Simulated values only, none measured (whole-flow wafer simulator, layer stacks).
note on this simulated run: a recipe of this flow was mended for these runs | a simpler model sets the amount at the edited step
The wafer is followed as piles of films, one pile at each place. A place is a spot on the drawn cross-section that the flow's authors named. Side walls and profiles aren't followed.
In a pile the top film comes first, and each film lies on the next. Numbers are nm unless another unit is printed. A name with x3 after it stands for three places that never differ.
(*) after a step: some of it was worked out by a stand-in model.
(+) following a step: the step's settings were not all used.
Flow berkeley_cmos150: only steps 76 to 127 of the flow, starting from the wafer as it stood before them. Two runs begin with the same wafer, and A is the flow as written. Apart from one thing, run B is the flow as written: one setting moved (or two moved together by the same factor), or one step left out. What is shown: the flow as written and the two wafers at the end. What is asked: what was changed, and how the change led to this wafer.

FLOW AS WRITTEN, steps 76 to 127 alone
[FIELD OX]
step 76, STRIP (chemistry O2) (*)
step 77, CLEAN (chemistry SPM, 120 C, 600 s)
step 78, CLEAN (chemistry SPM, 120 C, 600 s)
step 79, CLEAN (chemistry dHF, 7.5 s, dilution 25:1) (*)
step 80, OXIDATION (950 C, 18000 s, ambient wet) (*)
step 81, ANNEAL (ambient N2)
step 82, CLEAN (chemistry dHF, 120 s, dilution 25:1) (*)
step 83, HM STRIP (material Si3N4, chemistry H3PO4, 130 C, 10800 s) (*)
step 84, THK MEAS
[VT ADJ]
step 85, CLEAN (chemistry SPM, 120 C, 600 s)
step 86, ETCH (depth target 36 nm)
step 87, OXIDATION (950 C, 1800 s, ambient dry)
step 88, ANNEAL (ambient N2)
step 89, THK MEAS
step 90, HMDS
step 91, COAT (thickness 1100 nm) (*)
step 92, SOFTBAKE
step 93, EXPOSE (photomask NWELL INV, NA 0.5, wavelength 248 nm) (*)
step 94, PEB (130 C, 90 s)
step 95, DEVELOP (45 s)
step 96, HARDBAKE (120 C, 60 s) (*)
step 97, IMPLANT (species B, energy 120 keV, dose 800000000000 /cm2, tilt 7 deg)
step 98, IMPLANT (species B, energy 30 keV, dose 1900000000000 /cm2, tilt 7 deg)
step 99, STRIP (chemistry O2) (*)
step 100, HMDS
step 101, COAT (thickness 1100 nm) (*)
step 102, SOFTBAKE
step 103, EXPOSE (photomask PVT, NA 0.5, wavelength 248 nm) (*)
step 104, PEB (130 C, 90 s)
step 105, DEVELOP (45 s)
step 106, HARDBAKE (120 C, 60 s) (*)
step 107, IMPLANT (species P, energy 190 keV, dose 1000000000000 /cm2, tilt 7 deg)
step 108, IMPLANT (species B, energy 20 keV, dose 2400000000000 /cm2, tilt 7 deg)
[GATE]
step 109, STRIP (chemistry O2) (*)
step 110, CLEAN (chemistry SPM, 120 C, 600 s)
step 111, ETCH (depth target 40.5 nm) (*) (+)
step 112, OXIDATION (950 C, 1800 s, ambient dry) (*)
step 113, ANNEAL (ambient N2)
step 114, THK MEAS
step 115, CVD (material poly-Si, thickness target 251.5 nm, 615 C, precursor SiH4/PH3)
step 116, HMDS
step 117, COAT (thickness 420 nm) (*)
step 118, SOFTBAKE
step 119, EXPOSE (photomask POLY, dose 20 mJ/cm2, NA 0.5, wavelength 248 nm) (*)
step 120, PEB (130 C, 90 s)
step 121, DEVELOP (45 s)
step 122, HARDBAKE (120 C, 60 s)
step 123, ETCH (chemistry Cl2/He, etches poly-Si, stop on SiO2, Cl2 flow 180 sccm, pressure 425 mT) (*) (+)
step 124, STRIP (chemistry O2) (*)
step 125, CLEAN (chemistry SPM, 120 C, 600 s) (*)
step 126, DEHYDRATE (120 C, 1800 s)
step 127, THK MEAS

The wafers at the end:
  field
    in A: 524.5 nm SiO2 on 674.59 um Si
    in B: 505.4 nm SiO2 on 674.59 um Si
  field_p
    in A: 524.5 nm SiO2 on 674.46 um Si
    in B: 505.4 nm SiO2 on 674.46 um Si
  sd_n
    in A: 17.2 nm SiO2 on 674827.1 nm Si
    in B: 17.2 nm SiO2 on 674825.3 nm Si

Cause: step 83, HM STRIP: 156 C was run, whereas the flow has 130 C.

Step by step, how the change led to this:
  step 83, HM STRIP (material Si3N4, chemistry H3PO4, 130 C, 10800 s) (*)
      sd_n, gate_n, contact, m1: A -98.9 Si3N4 (all of it), -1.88 SiO2 | B -98.9 Si3N4 (all of it), -19.3 SiO2
      field, field_p: A -2.72 SiO2 | B -21.9 SiO2
      (also at 2 further places)
  step 86, ETCH (depth target 36 nm)
      gate_n, sd_p, gate_p, contact, m1: A -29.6 SiO2 (all of it) | B -12.1 SiO2 (all of it)
  step 87, OXIDATION (950 C, 1800 s, ambient dry)
      sd_n: A +12.1 SiO2, -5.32 Si | B +16.3 SiO2, -7.15 Si
  step 111, ETCH (depth target 40.5 nm) (*) (+)
      sd_n: A -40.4 SiO2 (all of it) | B -27.1 SiO2 (all of it)
  step 124, STRIP (chemistry O2) (*)
      gate_n: A +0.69 chemical SiO2 (new film), -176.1 KrF-resist (all of it), -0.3 poly-Si | B +0.69 chemical SiO2 (new film), -171.5 KrF-resist (all of it), -0.3 poly-Si
      gate_p: A +0.69 chemical SiO2 (new film), -213.2 KrF-resist (all of it), -0.3 poly-Si | B +0.69 chemical SiO2 (new film), -207.9 KrF-resist (all of it), -0.3 poly-Si
